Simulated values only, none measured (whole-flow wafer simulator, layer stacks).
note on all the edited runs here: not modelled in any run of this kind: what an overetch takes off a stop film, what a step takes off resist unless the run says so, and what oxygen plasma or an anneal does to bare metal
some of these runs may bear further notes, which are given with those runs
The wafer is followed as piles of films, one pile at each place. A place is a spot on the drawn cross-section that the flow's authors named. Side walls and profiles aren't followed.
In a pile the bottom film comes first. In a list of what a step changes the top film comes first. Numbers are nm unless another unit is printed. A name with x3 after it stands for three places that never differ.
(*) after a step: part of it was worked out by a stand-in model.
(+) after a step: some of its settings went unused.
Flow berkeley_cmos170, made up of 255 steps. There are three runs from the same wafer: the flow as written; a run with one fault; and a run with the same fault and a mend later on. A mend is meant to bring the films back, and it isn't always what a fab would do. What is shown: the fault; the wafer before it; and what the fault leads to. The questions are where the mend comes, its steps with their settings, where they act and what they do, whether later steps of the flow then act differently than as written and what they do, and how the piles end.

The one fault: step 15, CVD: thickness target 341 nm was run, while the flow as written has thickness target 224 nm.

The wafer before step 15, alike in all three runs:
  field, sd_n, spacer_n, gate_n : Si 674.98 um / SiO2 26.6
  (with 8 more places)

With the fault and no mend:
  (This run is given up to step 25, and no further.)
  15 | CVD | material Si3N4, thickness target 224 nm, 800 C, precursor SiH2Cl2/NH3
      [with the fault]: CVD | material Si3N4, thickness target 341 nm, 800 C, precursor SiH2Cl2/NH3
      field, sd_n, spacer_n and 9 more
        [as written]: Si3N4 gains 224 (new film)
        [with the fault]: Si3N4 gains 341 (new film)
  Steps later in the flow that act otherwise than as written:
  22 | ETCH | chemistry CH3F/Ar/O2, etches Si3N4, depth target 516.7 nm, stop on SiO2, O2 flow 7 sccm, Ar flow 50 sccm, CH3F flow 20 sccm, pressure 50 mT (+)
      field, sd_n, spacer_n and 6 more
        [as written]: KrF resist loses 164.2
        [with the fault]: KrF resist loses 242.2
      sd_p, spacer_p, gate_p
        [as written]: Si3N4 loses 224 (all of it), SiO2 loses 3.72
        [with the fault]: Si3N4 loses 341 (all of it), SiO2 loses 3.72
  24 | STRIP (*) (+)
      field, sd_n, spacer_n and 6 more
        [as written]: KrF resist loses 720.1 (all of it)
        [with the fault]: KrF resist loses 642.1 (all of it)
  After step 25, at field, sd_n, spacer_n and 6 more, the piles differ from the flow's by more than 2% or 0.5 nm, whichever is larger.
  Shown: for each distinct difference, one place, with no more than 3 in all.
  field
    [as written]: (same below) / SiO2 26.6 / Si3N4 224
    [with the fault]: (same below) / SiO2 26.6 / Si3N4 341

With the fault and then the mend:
  After step 15 comes the mend.
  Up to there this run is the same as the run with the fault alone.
  15a | ETCH | chemistry h3po4, depth target 392.1 nm
      field, sd_n, spacer_n and 9 more
        Si3N4 loses 341 (all of it)
  15b | CLEAN | chemistry SPM
      leaves every film unchanged at each place that is followed
  15c | CVD | material Si3N4, thickness target 224 nm, 800 C, precursor SiH2Cl2/NH3 (a further turn of the flow's step 15)
      field, sd_n, spacer_n and 9 more
        Si3N4 gains 224 (new film)
  Every later step of the flow that is run acts as written at every place that is followed.
  At every place that both follow, the piles at the end match the flow's.
